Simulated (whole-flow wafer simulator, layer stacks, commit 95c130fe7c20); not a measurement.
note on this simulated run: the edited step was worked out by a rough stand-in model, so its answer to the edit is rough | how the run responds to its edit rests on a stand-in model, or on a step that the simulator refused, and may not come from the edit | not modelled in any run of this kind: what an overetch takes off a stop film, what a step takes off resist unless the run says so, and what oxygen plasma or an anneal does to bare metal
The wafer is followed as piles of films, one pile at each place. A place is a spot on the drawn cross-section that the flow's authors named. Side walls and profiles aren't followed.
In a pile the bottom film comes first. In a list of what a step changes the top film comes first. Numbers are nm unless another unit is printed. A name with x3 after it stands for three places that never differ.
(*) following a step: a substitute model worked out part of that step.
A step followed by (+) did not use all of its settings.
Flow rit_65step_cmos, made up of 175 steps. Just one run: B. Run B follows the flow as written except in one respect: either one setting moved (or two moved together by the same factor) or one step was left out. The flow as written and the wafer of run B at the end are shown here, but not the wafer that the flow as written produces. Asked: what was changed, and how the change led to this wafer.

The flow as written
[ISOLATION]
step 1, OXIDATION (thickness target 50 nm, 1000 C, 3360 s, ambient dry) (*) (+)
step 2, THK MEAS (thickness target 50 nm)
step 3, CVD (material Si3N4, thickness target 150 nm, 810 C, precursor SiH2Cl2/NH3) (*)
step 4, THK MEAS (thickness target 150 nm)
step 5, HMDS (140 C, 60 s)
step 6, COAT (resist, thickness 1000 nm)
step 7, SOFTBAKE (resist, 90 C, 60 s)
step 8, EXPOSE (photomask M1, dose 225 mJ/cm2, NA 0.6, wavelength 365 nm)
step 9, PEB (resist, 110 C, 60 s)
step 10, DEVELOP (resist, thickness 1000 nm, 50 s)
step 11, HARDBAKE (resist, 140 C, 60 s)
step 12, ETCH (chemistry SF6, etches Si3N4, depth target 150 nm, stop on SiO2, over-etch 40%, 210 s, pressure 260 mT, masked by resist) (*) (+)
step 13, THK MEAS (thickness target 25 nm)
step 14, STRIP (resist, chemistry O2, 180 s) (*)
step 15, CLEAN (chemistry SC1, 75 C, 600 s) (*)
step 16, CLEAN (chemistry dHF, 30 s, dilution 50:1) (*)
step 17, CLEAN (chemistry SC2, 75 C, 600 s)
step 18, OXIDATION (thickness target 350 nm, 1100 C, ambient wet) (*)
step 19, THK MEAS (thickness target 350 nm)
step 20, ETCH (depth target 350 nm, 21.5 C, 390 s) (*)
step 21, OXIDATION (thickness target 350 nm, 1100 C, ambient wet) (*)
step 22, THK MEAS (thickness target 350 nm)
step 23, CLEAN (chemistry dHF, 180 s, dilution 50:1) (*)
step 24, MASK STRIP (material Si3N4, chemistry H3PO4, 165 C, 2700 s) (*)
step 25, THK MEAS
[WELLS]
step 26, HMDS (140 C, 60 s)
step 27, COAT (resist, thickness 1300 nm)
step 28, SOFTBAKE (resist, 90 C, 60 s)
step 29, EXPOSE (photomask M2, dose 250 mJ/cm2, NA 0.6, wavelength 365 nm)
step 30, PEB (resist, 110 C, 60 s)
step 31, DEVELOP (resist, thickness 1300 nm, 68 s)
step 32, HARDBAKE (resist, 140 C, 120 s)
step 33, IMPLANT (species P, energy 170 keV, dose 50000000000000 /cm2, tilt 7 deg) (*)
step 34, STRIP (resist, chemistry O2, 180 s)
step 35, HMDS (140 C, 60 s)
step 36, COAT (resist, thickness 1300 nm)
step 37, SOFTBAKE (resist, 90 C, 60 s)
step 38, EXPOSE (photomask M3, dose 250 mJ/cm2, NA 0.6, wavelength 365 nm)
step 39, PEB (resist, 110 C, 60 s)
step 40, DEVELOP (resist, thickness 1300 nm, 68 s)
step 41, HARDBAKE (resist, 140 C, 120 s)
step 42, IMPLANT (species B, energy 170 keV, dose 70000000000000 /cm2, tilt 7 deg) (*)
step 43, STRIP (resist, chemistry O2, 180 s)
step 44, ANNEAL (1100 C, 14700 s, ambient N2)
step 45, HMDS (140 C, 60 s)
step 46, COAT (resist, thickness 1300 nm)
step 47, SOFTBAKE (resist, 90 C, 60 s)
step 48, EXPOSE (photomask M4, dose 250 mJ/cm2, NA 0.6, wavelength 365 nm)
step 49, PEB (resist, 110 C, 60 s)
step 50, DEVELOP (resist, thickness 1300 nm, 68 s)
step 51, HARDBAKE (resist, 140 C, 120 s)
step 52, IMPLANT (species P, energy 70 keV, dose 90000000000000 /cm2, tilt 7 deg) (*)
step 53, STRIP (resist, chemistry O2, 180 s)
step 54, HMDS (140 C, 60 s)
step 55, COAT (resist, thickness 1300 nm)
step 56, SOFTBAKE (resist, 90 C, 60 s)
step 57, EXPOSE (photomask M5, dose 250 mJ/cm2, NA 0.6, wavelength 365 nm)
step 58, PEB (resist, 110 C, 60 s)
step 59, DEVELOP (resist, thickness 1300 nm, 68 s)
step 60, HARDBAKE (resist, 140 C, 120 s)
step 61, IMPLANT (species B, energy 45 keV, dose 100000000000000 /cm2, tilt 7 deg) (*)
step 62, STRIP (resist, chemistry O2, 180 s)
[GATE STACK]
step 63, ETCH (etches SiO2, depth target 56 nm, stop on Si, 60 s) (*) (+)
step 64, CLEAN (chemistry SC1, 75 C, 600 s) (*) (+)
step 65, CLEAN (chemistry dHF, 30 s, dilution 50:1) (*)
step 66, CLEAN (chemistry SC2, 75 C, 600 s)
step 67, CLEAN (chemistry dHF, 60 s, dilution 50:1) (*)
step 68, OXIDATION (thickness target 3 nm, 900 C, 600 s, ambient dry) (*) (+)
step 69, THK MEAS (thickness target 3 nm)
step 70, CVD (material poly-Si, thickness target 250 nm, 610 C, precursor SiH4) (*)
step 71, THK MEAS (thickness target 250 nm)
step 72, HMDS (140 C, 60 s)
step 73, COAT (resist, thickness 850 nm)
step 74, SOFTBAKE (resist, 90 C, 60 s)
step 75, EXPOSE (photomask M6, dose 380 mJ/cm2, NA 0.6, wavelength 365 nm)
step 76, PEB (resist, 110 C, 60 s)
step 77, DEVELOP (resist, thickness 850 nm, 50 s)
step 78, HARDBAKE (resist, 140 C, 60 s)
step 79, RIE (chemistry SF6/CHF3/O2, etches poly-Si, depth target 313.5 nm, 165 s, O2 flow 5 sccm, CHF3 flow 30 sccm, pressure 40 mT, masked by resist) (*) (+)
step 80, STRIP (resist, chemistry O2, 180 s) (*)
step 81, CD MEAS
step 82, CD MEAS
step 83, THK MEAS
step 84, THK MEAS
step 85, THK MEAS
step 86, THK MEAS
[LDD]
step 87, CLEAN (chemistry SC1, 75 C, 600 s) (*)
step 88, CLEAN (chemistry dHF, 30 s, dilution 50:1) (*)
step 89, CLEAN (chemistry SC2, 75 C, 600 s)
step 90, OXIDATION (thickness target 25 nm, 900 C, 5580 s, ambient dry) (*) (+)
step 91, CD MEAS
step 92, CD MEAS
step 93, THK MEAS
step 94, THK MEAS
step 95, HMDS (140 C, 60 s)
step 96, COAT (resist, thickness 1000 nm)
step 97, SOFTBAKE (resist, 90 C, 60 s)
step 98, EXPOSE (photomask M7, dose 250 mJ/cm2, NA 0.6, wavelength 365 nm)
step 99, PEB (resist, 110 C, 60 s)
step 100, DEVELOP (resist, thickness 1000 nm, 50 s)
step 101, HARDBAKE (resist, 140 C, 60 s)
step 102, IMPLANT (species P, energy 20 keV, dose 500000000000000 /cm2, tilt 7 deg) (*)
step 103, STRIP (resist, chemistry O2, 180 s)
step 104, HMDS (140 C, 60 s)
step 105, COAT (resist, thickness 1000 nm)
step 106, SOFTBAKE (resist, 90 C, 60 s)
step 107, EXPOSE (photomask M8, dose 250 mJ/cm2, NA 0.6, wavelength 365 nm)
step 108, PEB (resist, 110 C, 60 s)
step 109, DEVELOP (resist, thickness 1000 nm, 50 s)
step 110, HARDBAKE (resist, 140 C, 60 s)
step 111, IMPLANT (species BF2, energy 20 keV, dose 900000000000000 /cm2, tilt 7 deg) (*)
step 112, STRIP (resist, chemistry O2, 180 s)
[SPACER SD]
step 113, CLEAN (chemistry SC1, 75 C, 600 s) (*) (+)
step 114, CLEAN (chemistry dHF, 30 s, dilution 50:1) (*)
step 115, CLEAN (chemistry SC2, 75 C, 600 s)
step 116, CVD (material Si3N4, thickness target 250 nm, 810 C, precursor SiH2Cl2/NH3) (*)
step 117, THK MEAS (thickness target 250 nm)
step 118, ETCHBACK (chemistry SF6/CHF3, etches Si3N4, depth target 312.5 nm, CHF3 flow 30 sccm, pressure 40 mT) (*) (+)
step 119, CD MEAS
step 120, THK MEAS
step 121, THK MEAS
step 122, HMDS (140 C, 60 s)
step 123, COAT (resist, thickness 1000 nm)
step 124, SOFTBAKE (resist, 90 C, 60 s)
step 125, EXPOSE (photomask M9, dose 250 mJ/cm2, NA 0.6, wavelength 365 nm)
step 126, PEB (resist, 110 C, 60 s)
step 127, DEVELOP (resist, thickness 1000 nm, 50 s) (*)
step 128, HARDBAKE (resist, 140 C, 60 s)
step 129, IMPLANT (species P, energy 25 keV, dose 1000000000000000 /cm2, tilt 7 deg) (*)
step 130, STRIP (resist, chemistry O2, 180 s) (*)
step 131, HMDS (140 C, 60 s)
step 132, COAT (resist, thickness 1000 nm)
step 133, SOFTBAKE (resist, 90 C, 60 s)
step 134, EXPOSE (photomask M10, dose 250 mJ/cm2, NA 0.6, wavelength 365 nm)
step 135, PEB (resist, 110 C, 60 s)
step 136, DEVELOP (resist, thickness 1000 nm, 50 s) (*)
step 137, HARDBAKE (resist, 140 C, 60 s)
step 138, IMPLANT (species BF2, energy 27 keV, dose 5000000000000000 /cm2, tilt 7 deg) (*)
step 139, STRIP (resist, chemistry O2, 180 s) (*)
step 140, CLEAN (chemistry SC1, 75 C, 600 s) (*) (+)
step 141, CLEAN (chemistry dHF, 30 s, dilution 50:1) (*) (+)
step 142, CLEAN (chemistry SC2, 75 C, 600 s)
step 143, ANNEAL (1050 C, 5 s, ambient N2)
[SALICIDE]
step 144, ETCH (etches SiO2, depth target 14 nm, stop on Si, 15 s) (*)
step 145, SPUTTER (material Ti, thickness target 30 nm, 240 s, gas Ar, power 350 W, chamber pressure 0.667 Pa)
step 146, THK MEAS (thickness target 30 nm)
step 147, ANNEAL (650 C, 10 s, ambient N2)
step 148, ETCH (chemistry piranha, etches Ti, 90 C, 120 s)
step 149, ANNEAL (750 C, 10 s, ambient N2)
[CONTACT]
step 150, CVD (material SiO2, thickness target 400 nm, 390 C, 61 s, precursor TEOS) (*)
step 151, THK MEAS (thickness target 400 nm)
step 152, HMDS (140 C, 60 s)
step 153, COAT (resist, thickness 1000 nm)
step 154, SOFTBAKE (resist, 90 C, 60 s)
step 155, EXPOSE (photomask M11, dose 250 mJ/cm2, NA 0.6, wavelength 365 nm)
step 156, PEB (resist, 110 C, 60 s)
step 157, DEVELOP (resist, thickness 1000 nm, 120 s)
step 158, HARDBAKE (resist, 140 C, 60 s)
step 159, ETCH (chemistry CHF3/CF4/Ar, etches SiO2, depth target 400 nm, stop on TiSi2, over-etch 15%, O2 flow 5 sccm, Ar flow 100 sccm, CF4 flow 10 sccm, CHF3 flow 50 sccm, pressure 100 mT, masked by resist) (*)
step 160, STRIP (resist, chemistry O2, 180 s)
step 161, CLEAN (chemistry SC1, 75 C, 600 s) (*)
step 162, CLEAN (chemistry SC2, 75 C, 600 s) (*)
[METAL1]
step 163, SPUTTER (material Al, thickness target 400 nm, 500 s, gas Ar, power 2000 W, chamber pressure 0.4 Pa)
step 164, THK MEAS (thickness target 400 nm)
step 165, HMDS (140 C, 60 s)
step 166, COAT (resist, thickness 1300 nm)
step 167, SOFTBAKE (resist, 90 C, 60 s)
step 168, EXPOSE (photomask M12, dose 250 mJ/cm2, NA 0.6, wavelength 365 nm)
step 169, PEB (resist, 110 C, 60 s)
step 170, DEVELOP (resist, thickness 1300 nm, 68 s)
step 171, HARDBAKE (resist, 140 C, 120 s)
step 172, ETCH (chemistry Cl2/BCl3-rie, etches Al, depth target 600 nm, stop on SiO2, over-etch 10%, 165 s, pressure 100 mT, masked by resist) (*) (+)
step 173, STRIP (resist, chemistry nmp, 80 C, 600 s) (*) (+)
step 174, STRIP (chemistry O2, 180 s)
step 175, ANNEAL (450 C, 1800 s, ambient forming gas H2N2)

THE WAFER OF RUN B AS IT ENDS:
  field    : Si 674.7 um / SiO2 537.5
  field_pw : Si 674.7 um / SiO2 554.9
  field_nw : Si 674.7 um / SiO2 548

The reason: step 20, ETCH: 292 s was run, whereas the flow has 390 s.

How this came from the change, step by step:
  step 20, ETCH (depth target 350 nm, 21.5 C, 390 s) (*)
      field, field_p: -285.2 SiO2 (as written it would have been: -351.3 SiO2 (all of it), -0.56 Si)
      field_pw, field_nw: -285.2 SiO2 (as written it would have been: -355.4 SiO2 (all of it), -0.49 Si)
      (and at 10 other places as well)
  step 21, OXIDATION (thickness target 350 nm, 1100 C, ambient wet) (*)
      field, field_p: +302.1 SiO2, -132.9 Si (as written it would have been: +350 SiO2 (new film), -154 Si)
      field_pw, field_nw: +299.5 SiO2, -131.8 Si (as written it would have been: +350 SiO2 (new film), -154 Si)
  step 27, COAT (resist, thickness 1300 nm)
      field: +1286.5 resist (new film) (as written it would have been: +1315.7 resist (new film))
      field_p: +1286.5 resist (new film) (as written it would have been: +1315.6 resist (new film))
  step 30, PEB (resist, 110 C, 60 s)
      field, field_p: -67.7 resist (as written it would have been: -69.2 resist)
  step 31, DEVELOP (resist, thickness 1300 nm, 68 s)
      field_p: -1218.9 resist (all of it) (as written it would have been: -1246.4 resist (all of it))
  step 32, HARDBAKE (resist, 140 C, 120 s)
      field: -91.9 resist (as written it would have been: -94 resist)
  step 34, STRIP (resist, chemistry O2, 180 s)
      field: -1127 resist (all of it) (as written it would have been: -1152.5 resist (all of it))
  step 36, COAT (resist, thickness 1300 nm)
      field: +1286.5 resist (new film) (as written it would have been: +1315.7 resist (new film))
      field_p: +1286.5 resist (new film) (as written it would have been: +1315.6 resist (new film))
  step 39, PEB (resist, 110 C, 60 s)
      field, field_p: -67.7 resist (as written it would have been: -69.2 resist)
  step 40, DEVELOP (resist, thickness 1300 nm, 68 s)
      field: -1218.8 resist (all of it) (as written it would have been: -1246.5 resist (all of it))
  step 41, HARDBAKE (resist, 140 C, 120 s)
      field_p: -91.9 resist (as written it would have been: -94 resist)
  step 43, STRIP (resist, chemistry O2, 180 s)
      field_p: -1127 resist (all of it) (as written it would have been: -1152.5 resist (all of it))
  step 46, COAT (resist, thickness 1300 nm)
      field: +1286.5 resist (new film) (as written it would have been: +1315.7 resist (new film))
      field_p: +1286.5 resist (new film) (as written it would have been: +1315.6 resist (new film))
  step 49, PEB (resist, 110 C, 60 s)
      field, field_p: -67.7 resist (as written it would have been: -69.2 resist)
  step 50, DEVELOP (resist, thickness 1300 nm, 68 s)
      field_p: -1218.9 resist (all of it) (as written it would have been: -1246.4 resist (all of it))
  step 51, HARDBAKE (resist, 140 C, 120 s)
      field: -91.9 resist (as written it would have been: -94 resist)
  ... another 35 steps ...
  step 170, DEVELOP (resist, thickness 1300 nm, 68 s)
      field: -1286.6 resist (all of it) (as written it would have been: -1316.6 resist (all of it))
      field_p: -1294 resist (all of it) (as written it would have been: -1324.1 resist (all of it))
